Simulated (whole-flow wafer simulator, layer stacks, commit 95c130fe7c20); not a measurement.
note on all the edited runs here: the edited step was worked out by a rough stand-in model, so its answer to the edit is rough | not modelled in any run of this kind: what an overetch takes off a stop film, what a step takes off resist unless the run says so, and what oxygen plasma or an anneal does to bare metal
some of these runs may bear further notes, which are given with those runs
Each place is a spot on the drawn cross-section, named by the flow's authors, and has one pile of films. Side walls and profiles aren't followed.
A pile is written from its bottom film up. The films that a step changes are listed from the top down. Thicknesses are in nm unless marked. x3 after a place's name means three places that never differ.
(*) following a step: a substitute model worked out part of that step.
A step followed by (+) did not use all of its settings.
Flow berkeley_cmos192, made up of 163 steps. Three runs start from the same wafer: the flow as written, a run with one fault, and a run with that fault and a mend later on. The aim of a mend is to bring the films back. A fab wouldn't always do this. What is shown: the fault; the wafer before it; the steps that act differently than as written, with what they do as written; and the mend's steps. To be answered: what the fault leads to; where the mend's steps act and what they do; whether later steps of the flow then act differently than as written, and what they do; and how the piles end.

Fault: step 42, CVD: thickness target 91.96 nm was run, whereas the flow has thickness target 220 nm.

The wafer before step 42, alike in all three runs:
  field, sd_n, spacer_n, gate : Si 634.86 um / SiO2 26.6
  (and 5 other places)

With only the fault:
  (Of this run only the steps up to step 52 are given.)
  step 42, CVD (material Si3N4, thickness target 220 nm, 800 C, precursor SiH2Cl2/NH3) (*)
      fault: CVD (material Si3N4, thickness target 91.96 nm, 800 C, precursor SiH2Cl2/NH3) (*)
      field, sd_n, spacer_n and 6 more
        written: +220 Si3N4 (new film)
        fault: +92 Si3N4 (new film)
  Later steps of the flow acting differently than as written:
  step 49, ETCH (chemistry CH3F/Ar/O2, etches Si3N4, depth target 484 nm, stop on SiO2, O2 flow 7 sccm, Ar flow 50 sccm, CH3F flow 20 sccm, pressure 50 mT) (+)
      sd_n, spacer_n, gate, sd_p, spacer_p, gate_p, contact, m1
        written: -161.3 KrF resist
        fault: -76 KrF resist
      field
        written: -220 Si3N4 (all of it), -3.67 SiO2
        fault: -92 Si3N4 (all of it), -3.67 SiO2
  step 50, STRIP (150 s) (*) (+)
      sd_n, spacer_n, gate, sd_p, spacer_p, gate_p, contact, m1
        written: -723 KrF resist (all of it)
        fault: -808.4 KrF resist (all of it)
  Once step 52 is done, the piles at sd_n, spacer_n, gate, sd_p, spacer_p, gate_p, contact, m1 depart from the flow's by more than 2% or 0.5 nm, whichever is larger.
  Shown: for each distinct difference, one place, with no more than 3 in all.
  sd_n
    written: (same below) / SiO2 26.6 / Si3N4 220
    fault: (same below) / SiO2 26.6 / Si3N4 92

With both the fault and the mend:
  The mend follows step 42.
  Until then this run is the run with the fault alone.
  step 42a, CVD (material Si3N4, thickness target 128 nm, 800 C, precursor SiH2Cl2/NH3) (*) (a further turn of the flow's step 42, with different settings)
      field, sd_n, spacer_n and 6 more
        +128 Si3N4
  Later steps of the flow that are run all act as written at every place that is followed, up to a difference of at most 2% or 0.5 nm, whichever is larger.
  The piles end the same as the flow's at every place that both follow.
